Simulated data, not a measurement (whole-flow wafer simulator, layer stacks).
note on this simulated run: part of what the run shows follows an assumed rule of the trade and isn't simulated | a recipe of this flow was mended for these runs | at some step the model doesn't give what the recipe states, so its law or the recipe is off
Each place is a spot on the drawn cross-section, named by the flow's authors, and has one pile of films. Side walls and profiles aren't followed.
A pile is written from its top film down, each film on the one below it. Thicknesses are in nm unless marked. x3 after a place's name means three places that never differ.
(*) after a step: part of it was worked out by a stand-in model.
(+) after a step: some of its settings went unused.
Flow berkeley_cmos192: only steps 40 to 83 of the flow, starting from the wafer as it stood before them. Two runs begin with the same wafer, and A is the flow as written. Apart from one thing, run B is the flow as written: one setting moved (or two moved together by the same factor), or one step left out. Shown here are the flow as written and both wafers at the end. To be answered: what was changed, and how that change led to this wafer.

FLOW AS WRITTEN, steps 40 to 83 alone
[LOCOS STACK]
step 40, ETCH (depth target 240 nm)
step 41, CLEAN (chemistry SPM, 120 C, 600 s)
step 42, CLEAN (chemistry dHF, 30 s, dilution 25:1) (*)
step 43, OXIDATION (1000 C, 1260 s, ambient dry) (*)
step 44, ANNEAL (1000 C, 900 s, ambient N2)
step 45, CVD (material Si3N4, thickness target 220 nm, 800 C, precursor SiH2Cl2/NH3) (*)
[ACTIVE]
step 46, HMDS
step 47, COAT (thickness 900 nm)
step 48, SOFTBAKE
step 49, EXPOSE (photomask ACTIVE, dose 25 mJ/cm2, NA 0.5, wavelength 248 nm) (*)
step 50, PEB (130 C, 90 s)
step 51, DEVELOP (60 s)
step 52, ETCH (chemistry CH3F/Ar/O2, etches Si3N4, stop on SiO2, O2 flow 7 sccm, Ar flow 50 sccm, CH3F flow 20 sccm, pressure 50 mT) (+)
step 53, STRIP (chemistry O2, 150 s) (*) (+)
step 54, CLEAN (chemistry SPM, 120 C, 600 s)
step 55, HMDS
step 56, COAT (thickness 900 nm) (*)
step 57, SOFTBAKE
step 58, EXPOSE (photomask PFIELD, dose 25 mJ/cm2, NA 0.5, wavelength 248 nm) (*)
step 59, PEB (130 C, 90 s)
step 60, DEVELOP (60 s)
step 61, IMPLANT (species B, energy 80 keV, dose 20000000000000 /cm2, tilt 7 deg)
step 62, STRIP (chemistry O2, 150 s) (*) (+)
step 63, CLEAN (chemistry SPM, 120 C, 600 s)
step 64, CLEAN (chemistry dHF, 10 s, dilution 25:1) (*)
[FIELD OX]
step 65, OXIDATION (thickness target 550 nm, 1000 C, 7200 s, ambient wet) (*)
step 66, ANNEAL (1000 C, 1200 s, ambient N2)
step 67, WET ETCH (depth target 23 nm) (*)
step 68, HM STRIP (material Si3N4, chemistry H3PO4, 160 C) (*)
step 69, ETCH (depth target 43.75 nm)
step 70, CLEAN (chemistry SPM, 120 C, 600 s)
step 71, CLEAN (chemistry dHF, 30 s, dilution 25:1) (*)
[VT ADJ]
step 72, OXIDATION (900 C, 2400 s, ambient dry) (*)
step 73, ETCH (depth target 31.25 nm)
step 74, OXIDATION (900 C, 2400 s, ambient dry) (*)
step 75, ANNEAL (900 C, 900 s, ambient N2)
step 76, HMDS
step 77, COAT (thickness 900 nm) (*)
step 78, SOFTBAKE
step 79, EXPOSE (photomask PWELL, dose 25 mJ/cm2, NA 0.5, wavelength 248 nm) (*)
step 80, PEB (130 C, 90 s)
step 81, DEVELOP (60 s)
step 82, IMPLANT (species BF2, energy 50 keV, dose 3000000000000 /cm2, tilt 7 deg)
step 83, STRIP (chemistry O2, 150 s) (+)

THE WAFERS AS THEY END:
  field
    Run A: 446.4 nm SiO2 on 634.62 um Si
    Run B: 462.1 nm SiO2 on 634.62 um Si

What caused this: step 69, ETCH: depth target 28 nm was run, whereas the flow has depth target 43.75 nm.

How this came from the change, step by step:
  step 69, ETCH (depth target 43.75 nm)
      field: A SiO2 loses 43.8 | B SiO2 loses 28
